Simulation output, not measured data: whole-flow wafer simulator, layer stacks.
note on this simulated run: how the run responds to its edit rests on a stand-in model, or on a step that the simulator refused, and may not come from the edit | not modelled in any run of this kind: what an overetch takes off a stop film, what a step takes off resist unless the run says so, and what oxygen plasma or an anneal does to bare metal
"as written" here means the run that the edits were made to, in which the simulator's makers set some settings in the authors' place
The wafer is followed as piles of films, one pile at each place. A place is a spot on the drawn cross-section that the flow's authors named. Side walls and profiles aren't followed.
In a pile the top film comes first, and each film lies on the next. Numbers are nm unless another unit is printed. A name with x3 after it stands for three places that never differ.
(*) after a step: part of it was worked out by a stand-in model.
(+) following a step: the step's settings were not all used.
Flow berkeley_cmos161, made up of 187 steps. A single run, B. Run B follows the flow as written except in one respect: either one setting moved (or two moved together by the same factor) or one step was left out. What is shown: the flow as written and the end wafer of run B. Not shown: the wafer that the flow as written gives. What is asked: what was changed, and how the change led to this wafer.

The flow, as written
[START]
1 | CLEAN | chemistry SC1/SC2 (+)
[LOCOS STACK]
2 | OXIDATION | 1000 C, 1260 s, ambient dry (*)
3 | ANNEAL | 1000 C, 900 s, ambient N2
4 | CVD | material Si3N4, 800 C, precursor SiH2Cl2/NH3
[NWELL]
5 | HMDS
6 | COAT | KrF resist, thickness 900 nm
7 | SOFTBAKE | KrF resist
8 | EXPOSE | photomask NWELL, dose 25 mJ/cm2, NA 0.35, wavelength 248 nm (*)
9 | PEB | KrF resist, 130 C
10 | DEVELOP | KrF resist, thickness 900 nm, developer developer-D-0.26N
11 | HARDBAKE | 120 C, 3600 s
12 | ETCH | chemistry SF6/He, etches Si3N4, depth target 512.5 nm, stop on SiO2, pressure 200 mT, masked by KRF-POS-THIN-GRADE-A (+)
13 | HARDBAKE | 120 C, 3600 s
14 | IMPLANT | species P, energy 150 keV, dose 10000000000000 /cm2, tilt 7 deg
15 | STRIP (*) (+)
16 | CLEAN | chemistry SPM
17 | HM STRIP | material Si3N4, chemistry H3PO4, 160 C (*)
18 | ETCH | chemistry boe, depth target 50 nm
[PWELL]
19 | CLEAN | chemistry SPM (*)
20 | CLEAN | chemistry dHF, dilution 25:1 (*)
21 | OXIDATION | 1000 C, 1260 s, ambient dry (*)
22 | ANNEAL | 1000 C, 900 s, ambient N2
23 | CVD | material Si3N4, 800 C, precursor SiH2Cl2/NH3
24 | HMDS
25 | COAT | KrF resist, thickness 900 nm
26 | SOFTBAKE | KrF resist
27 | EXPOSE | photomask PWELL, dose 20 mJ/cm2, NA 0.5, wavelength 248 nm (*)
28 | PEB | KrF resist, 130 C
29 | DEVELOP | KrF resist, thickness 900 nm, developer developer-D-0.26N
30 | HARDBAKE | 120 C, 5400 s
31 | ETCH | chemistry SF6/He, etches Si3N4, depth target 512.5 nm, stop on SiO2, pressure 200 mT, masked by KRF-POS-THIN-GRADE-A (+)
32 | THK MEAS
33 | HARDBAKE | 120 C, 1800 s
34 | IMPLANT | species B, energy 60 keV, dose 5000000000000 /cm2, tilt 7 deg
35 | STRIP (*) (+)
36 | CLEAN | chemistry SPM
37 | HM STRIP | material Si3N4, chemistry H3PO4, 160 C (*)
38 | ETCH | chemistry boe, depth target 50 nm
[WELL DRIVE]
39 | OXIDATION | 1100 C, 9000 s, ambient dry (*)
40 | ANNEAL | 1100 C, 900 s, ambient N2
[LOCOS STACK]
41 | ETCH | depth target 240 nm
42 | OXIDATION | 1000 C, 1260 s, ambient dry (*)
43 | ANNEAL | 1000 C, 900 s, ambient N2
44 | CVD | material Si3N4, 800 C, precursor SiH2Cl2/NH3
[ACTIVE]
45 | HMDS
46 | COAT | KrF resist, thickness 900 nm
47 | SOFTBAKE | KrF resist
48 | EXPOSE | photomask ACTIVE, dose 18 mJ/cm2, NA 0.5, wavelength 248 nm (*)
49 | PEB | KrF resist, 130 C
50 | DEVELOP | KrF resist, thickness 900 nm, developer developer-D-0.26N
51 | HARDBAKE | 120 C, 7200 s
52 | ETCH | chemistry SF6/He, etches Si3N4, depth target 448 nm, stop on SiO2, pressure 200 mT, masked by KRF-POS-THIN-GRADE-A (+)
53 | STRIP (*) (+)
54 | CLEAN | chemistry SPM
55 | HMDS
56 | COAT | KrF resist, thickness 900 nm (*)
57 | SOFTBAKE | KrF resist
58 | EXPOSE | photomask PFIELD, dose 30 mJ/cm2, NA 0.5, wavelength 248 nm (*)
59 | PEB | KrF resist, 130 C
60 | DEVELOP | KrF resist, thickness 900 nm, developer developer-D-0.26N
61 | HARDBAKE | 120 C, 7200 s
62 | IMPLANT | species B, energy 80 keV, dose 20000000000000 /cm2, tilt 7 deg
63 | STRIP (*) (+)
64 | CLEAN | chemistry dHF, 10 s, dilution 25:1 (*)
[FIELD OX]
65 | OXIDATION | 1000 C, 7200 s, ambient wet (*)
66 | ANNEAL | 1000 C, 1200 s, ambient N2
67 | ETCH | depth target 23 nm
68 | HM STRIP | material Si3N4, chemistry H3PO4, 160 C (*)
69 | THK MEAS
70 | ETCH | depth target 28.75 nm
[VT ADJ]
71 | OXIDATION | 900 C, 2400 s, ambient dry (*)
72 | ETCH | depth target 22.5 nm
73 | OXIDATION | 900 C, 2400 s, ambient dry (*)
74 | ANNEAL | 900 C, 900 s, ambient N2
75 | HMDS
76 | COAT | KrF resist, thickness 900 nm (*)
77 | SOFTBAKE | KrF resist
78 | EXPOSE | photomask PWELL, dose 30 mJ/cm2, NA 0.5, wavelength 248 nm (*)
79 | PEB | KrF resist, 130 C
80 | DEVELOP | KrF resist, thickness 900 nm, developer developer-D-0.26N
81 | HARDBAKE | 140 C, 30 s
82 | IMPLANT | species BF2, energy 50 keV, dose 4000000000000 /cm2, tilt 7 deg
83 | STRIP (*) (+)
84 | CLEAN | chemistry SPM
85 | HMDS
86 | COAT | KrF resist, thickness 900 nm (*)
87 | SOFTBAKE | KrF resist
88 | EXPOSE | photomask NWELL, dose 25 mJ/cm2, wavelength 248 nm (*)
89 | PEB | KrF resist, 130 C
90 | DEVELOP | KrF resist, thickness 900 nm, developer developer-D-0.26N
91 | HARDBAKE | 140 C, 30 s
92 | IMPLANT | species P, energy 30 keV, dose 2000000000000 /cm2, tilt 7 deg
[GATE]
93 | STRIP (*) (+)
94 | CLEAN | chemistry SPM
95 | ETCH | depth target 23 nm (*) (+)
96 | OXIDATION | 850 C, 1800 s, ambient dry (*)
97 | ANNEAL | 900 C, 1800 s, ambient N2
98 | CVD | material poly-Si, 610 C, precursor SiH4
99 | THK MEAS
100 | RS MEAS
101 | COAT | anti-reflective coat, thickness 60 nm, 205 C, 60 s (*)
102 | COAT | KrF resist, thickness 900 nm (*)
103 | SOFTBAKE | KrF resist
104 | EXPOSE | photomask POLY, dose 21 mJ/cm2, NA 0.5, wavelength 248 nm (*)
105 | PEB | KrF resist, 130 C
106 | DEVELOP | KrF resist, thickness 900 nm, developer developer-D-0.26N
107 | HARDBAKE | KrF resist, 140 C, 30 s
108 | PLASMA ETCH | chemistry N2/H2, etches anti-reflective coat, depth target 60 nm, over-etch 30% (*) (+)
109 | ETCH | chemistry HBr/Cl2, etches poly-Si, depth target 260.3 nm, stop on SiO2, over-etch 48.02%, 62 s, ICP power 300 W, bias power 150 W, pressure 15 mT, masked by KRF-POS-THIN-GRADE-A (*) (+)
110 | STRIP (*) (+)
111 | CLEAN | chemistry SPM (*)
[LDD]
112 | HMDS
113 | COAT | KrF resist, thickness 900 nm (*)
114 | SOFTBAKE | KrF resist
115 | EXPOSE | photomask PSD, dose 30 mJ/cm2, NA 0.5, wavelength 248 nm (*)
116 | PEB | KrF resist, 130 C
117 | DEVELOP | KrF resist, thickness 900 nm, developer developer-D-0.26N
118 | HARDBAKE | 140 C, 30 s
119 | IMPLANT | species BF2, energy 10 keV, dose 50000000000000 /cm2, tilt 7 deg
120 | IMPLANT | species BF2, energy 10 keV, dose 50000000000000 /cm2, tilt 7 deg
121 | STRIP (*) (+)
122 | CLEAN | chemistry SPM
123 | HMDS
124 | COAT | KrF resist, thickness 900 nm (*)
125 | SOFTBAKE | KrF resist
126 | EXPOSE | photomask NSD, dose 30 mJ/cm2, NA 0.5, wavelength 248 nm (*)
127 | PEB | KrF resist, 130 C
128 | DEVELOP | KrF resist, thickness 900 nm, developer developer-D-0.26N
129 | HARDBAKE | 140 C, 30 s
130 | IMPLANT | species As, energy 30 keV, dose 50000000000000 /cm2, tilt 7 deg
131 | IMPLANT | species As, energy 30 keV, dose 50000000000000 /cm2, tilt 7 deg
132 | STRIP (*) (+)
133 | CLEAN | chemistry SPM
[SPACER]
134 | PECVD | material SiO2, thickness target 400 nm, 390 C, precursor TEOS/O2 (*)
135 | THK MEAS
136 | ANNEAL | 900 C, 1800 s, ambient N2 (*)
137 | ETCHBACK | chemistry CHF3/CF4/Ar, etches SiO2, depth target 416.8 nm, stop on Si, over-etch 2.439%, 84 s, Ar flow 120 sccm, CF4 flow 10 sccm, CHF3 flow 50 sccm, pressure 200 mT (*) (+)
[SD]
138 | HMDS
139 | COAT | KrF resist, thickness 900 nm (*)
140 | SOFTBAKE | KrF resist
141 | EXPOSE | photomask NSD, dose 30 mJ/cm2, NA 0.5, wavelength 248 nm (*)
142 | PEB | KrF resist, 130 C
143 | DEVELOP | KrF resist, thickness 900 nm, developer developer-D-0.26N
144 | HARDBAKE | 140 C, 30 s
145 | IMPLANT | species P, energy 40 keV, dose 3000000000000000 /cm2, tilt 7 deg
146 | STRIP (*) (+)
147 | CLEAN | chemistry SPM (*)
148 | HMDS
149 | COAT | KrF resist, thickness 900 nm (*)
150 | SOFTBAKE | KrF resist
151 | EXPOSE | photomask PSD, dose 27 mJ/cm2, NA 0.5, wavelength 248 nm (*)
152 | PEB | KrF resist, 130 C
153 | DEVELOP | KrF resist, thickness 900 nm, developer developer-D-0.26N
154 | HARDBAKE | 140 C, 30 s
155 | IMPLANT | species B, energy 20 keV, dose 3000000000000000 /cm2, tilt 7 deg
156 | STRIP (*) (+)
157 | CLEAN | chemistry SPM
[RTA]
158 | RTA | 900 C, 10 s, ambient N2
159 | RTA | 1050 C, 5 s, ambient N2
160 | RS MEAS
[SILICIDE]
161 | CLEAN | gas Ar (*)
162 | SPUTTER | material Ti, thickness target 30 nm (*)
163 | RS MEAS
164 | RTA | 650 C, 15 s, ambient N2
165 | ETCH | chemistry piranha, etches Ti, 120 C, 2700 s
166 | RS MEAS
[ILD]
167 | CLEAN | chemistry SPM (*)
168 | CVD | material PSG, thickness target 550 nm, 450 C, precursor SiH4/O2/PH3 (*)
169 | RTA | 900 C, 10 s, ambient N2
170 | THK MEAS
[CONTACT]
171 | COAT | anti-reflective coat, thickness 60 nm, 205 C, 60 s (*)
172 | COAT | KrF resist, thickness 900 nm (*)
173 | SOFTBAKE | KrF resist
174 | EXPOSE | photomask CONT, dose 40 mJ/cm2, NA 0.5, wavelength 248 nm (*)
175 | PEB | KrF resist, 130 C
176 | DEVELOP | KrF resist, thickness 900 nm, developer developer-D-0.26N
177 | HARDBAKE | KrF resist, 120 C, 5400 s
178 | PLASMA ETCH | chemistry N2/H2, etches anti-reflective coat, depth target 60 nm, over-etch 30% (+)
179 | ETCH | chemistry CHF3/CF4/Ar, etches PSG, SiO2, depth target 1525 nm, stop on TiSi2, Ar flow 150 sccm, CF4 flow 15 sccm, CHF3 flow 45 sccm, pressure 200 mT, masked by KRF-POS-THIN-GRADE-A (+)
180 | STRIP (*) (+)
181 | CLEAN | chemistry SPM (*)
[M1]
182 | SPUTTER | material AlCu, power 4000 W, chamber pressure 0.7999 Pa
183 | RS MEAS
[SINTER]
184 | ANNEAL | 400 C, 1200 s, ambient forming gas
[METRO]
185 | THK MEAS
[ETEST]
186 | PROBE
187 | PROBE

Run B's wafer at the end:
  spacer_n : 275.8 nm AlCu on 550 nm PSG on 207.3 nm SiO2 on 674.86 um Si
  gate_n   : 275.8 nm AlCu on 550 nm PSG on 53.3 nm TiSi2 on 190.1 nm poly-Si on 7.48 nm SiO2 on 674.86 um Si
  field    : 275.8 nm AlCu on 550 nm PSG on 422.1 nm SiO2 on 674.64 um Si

What caused this: step 72, ETCH: depth target 8.707 nm was run, while the flow as written has depth target 22.5 nm.

The path from the change to this, step by step:
  72 | ETCH | depth target 22.5 nm
      sd_n, spacer_n, gate_n, sd_p, spacer_p, gate_p, contact, m1: SiO2 loses 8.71 (in the flow as written it would be: SiO2 loses 14.9 (all of it))
      field: SiO2 loses 8.71 (in the flow as written it would be: SiO2 loses 22.5)
  73 | OXIDATION | 900 C, 2400 s, ambient dry (*)
      sd_n, spacer_n, gate_n, sd_p, spacer_p, gate_p, contact, m1: SiO2 gains 10.9, Si loses 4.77 (in the flow as written it would be: SiO2 gains 14.9 (new film), Si loses 6.57)
  95 | ETCH | depth target 23 nm (*) (+)
      sd_n, spacer_n, gate_n, sd_p, spacer_p, gate_p, contact, m1: SiO2 loses 17.1 (all of it) (in the flow as written it would be: SiO2 loses 14.9 (all of it))
  101 | COAT | anti-reflective coat, thickness 60 nm, 205 C, 60 s (*)
      sd_n: anti-reflective coat gains 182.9 (new film) (in the flow as written it would be: anti-reflective coat gains 173.5 (new film))
      spacer_n: anti-reflective coat gains 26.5 (new film) (in the flow as written it would be: anti-reflective coat gains 28.7 (new film))
      (and at 4 other places as well)
  108 | PLASMA ETCH | chemistry N2/H2, etches anti-reflective coat, depth target 60 nm, over-etch 30% (*) (+)
      sd_n: anti-reflective coat loses 182.9 (all of it), poly-Si loses 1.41 (in the flow as written it would be: anti-reflective coat loses 173.5 (all of it), poly-Si loses 1.33)
      spacer_n: anti-reflective coat loses 26.5 (all of it), poly-Si loses 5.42 (in the flow as written it would be: anti-reflective coat loses 28.7 (all of it), poly-Si loses 5.05)
      (and at 2 other places as well)
  110 | STRIP (*) (+)
      gate_n: chemical SiO2 gains 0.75 (new film), KrF resist loses 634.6 (all of it), anti-reflective coat loses 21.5 (all of it), poly-Si loses 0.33 (in the flow as written it would be: chemical SiO2 gains 0.75 (new film), KrF resist loses 626.8 (all of it), anti-reflective coat loses 23.7 (all of it), poly-Si loses 0.33)
      gate_p: chemical SiO2 gains 0.75 (new film), KrF resist loses 602.8 (all of it), anti-reflective coat loses 26.8 (all of it), poly-Si loses 0.33 (in the flow as written it would be: chemical SiO2 gains 0.75 (new film), KrF resist loses 598.2 (all of it), anti-reflective coat loses 27.9 (all of it), poly-Si loses 0.33)
  171 | COAT | anti-reflective coat, thickness 60 nm, 205 C, 60 s (*)
      sd_n: anti-reflective coat gains 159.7 (new film) (in the flow as written it would be: anti-reflective coat gains 149.7 (new film))
      m1: anti-reflective coat gains 100.8 (new film) (in the flow as written it would be: anti-reflective coat gains 97.8 (new film))
  180 | STRIP (*) (+)
      sd_n: KrF resist loses 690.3 (all of it), anti-reflective coat loses 159.7 (all of it) (in the flow as written it would be: KrF resist loses 692.5 (all of it), anti-reflective coat loses 149.7 (all of it))
      m1: KrF resist loses 744.2 (all of it), anti-reflective coat loses 100.8 (all of it) (in the flow as written it would be: KrF resist loses 739.9 (all of it), anti-reflective coat loses 97.8 (all of it))
